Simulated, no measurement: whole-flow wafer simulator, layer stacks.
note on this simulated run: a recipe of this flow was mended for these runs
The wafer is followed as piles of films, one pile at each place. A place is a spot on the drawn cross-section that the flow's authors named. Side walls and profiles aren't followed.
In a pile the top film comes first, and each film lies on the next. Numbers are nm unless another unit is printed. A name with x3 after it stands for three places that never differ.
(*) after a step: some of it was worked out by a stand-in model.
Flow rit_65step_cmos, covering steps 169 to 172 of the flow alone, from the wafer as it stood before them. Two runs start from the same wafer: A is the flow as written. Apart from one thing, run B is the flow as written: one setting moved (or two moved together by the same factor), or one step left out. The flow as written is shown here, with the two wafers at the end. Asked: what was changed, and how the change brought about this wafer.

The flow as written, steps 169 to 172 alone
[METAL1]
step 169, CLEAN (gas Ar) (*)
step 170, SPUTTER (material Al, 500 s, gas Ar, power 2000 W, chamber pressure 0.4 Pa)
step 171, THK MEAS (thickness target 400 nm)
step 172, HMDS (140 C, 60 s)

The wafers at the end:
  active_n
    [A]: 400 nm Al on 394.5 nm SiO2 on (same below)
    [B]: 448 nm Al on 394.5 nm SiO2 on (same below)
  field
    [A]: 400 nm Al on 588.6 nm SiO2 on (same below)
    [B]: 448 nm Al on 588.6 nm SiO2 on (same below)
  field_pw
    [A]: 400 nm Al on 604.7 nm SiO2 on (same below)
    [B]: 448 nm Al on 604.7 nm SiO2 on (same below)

The reason: step 170, SPUTTER: power 2240 W was run, whereas the flow has power 2000 W.

Step by step, how the change led to this:
  step 170, SPUTTER (material Al, 500 s, gas Ar, power 2000 W, chamber pressure 0.4 Pa)
      field, field_pw, field_nw and 10 more: A +400 Al (new film) | B +448 Al (new film)
      contact: A +255.4 Al (new film) | B +282.9 Al (new film)
